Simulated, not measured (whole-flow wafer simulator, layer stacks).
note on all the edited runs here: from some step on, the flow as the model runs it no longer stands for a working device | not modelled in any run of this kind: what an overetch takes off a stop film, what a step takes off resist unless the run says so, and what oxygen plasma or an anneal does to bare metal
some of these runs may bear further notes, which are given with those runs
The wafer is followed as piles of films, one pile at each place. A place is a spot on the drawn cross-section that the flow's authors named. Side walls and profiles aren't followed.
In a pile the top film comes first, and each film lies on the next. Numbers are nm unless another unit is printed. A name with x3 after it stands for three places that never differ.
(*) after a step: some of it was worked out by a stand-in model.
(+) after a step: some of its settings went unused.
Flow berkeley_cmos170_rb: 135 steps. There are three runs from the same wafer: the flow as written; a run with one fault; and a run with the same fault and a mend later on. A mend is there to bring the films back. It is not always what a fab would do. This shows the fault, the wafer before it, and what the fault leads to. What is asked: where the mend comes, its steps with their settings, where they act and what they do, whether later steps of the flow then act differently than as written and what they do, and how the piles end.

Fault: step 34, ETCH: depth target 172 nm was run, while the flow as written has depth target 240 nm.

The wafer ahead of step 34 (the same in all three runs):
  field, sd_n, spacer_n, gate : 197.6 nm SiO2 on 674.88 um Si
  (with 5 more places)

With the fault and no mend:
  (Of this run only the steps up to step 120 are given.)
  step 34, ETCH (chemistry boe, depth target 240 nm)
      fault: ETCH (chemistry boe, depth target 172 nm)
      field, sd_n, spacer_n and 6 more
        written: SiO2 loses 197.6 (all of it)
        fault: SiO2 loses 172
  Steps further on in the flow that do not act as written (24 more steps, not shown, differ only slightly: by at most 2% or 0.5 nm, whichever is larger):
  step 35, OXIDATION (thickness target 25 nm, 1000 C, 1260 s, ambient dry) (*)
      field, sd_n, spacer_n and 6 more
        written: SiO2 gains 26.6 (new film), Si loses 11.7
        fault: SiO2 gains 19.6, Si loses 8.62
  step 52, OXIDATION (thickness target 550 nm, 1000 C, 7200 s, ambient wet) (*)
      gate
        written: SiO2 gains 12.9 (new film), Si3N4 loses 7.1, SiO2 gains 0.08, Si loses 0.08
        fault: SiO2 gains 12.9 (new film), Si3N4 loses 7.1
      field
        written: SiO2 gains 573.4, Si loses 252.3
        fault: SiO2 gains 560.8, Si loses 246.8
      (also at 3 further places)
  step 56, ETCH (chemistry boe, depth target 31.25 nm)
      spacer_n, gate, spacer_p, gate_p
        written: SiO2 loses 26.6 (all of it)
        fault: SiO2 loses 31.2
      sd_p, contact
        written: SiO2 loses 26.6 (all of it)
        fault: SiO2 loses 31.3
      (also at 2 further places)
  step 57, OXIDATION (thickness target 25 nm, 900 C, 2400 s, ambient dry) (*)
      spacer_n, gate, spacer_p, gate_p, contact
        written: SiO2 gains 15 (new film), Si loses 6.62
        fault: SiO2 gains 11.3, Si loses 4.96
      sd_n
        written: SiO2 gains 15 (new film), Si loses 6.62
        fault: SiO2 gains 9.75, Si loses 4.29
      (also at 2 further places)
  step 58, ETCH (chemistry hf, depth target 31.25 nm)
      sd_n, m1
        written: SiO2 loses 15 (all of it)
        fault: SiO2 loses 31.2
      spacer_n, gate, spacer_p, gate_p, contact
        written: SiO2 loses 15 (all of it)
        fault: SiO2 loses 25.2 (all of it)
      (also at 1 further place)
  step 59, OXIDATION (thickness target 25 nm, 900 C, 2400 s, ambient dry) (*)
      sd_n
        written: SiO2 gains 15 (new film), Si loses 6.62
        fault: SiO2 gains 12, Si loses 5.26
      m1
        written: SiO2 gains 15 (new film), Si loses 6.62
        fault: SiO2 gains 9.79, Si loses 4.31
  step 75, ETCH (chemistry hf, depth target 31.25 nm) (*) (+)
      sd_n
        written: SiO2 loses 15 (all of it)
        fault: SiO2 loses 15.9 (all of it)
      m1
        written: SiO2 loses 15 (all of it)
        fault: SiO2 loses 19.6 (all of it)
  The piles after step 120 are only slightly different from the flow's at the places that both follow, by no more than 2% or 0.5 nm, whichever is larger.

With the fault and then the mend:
  The mend follows step 34.
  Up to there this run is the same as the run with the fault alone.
  step 34a, ETCH (chemistry boe, depth target 68 nm) (a further turn of the flow's step 34, with different settings)
      field, sd_n, spacer_n and 6 more
        SiO2 loses 25.6 (all of it)
  None of the later steps of the flow acts differently than as written at any place that is followed.
  The piles end the same as the flow's at every place that both follow.
